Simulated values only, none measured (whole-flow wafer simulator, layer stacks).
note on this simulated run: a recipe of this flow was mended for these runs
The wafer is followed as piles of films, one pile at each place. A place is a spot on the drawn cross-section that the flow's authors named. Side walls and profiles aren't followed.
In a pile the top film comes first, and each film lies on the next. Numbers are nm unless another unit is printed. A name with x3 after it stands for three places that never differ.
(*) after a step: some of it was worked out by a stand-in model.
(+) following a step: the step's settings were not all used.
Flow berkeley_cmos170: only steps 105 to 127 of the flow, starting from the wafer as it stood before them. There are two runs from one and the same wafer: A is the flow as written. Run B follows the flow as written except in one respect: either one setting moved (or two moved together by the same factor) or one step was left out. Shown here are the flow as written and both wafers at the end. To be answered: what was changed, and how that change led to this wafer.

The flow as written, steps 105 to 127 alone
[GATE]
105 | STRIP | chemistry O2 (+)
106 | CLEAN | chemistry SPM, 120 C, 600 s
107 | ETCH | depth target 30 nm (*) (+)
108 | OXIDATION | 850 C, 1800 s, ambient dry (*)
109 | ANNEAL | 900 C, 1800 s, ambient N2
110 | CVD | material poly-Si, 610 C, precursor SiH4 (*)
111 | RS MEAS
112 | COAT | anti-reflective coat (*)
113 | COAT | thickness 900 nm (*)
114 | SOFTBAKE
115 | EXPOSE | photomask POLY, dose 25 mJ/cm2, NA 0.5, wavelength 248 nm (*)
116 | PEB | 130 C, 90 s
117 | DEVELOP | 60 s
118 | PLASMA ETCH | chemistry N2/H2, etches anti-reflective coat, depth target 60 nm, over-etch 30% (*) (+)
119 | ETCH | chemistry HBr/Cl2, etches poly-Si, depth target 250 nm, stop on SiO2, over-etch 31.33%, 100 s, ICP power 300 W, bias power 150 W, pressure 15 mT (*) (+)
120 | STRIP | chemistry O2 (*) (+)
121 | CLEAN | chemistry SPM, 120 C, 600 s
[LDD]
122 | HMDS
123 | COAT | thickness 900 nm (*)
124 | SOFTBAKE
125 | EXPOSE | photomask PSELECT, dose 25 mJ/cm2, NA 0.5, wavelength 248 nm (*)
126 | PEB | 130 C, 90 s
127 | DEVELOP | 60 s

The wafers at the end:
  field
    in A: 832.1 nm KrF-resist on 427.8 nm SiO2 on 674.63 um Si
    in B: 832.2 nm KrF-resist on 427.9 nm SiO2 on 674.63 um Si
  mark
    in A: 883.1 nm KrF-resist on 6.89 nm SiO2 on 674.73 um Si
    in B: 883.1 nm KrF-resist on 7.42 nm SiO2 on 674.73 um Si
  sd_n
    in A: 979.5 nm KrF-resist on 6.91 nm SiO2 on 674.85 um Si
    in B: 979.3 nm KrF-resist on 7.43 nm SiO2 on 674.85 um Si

The reason: step 108, OXIDATION: 2016 s was run, though the flow has 1800 s.

The path from the change to this, step by step:
  108 | OXIDATION | 850 C, 1800 s, ambient dry (*)
      mark, sd_n, spacer_n and 9 more: A SiO2 gains 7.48 (new film), Si loses 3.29 | B SiO2 gains 8.01 (new film), Si loses 3.53
